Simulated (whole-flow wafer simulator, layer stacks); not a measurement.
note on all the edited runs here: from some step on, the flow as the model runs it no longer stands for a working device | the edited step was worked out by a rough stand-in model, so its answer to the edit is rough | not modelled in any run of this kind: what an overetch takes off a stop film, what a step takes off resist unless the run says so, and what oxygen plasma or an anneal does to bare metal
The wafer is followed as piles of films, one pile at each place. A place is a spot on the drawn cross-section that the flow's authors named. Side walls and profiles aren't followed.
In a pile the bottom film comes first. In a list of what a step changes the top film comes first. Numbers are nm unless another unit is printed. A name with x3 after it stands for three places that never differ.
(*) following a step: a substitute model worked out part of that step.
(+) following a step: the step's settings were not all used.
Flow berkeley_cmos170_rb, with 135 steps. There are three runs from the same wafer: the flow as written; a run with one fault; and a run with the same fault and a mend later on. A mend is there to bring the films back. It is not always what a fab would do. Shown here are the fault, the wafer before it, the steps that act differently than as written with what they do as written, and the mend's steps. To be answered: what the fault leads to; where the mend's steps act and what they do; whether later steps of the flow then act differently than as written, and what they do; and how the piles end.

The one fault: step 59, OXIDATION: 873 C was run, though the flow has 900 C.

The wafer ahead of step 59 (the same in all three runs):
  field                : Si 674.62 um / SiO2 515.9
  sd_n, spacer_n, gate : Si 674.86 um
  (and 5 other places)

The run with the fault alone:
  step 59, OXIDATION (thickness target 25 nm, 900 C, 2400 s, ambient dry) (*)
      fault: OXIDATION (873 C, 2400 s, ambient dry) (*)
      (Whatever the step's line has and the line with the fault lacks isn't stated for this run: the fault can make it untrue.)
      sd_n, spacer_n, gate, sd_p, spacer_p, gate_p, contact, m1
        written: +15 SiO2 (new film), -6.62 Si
        fault: +11.4 SiO2 (new film), -5.03 Si
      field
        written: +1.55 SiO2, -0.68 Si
        fault: +0.94 SiO2, -0.41 Si
  Steps further on in the flow that do not act as written (30 more steps, not shown, differ only slightly: by at most 2% or 0.5 nm, whichever is larger):
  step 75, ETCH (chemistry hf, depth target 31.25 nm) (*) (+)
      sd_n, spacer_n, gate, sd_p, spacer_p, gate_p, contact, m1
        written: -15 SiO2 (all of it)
        fault: -11.4 SiO2 (all of it)
  At the end the piles are close to the flow's at the places that both follow, differing by at most 2% or 0.5 nm, whichever is larger.

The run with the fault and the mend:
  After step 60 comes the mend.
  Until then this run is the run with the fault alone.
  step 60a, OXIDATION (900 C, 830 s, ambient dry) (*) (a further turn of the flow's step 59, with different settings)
      sd_n, spacer_n, gate, sd_p, spacer_p, gate_p, contact, m1
        +3.6 SiO2, -1.58 Si
      field
        +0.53 SiO2, -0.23 Si
  Every later step of the flow that is run acts as written, at every place that is followed, to within 2% or 0.5 nm, whichever is larger.
  At the end the piles are close to the flow's at the places that both follow, differing by at most 2% or 0.5 nm, whichever is larger.
